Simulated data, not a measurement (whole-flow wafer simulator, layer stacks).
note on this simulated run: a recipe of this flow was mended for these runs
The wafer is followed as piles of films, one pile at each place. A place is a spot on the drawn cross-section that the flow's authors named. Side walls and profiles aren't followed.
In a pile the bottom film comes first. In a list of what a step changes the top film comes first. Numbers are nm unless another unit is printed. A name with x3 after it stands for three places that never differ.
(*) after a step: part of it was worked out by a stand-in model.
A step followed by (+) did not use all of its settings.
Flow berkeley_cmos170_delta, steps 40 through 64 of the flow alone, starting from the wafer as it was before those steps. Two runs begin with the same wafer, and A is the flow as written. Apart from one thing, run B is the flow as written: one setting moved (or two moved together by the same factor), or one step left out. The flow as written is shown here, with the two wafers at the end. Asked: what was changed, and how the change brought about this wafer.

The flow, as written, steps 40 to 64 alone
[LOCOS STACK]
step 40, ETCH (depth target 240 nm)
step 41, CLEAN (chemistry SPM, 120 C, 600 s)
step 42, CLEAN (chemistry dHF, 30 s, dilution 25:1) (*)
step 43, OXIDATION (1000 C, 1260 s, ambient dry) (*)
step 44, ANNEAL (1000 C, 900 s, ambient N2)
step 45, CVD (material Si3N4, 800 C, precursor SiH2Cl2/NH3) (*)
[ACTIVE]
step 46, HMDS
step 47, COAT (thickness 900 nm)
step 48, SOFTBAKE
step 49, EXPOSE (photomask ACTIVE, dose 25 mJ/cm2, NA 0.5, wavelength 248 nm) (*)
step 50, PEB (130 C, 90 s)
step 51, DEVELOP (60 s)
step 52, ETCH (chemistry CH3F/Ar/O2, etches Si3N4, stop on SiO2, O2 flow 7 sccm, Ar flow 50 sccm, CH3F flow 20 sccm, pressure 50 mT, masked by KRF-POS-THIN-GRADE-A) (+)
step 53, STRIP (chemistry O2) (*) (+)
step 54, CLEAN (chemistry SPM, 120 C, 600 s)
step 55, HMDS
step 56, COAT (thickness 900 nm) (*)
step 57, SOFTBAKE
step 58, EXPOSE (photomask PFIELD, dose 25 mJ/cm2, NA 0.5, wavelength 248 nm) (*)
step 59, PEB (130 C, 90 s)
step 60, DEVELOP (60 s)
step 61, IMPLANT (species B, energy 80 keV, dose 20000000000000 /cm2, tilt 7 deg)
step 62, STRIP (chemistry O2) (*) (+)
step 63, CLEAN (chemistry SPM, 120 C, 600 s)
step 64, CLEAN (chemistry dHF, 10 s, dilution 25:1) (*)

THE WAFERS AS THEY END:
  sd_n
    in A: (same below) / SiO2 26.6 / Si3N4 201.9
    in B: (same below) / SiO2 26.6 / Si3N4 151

Cause: step 45, CVD: 780 C was run, whereas the flow has 800 C.

Step by step, how the change led to this:
  step 45, CVD (material Si3N4, 800 C, precursor SiH2Cl2/NH3) (*)
      field, sd_n, spacer_n and 6 more: A Si3N4 gains 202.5 (new film) | B Si3N4 gains 151.6 (new film)
  step 52, ETCH (chemistry CH3F/Ar/O2, etches Si3N4, stop on SiO2, O2 flow 7 sccm, Ar flow 50 sccm, CH3F flow 20 sccm, pressure 50 mT, masked by KRF-POS-THIN-GRADE-A) (+)
      sd_n, spacer_n, gate, sd_p, spacer_p, gate_p, contact, m1: A KrF-resist loses 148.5 | B KrF-resist loses 114.5
      field: A Si3N4 loses 202.5 (all of it), SiO2 loses 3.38 | B Si3N4 loses 151.6 (all of it), SiO2 loses 3.38
  step 53, STRIP (chemistry O2) (*) (+)
      sd_n, spacer_n, gate, sd_p, spacer_p, gate_p, contact, m1: A KrF-resist loses 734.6 (all of it) | B KrF-resist loses 768.5 (all of it)
  step 56, COAT (thickness 900 nm) (*)
      sd_n: A KrF-resist gains 794.3 (new film) | B KrF-resist gains 820.3 (new film)
      spacer_n: A KrF-resist gains 824.6 (new film) | B KrF-resist gains 842.6 (new film)
      (and at 6 other places as well)
  step 62, STRIP (chemistry O2) (*) (+)
      sd_n: A KrF-resist loses 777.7 (all of it) | B KrF-resist loses 803.6 (all of it)
      spacer_n: A KrF-resist loses 807.8 (all of it) | B KrF-resist loses 825.8 (all of it)
      (and at 6 other places as well)
